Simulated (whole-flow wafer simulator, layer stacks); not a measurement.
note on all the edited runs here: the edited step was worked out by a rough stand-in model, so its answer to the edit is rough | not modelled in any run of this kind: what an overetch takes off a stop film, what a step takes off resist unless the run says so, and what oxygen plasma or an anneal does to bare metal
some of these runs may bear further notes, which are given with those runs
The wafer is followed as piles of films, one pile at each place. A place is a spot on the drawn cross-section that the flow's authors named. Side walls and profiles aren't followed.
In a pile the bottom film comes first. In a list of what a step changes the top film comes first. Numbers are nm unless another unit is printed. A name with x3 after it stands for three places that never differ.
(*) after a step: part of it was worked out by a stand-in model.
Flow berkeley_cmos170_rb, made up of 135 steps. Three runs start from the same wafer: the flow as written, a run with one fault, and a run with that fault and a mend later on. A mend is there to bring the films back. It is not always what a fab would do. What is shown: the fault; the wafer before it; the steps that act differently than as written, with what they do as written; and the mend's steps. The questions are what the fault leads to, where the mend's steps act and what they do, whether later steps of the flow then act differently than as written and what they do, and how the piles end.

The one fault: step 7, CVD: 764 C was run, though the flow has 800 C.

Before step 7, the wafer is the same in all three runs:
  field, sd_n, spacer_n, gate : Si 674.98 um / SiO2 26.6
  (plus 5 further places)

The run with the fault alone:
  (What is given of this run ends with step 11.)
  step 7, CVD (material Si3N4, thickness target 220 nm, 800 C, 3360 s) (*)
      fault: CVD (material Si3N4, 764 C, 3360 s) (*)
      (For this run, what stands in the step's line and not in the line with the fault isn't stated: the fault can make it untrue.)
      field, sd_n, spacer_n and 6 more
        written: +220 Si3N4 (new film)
        fault: +126.9 Si3N4 (new film)
  Every later step of the flow up to step 11 that is run acts as written at every place that is followed.
  The piles after step 11 differ from the flow's at field, sd_n, spacer_n and 6 more by more than 2% or 0.5 nm, whichever is larger.
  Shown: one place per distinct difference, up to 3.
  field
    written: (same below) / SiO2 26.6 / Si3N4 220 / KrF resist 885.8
    fault: (same below) / SiO2 26.6 / Si3N4 126.9 / KrF resist 885.8
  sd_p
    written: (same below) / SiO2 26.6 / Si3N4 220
    fault: (same below) / SiO2 26.6 / Si3N4 126.9

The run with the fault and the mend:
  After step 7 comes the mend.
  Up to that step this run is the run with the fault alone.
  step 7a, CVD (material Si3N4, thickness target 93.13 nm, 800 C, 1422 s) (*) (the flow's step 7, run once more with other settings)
      field, sd_n, spacer_n and 6 more
        +93.1 Si3N4
  Every later step of the flow that is run acts as written at every place that is followed.
  At every place that both follow, the piles at the end match the flow's.
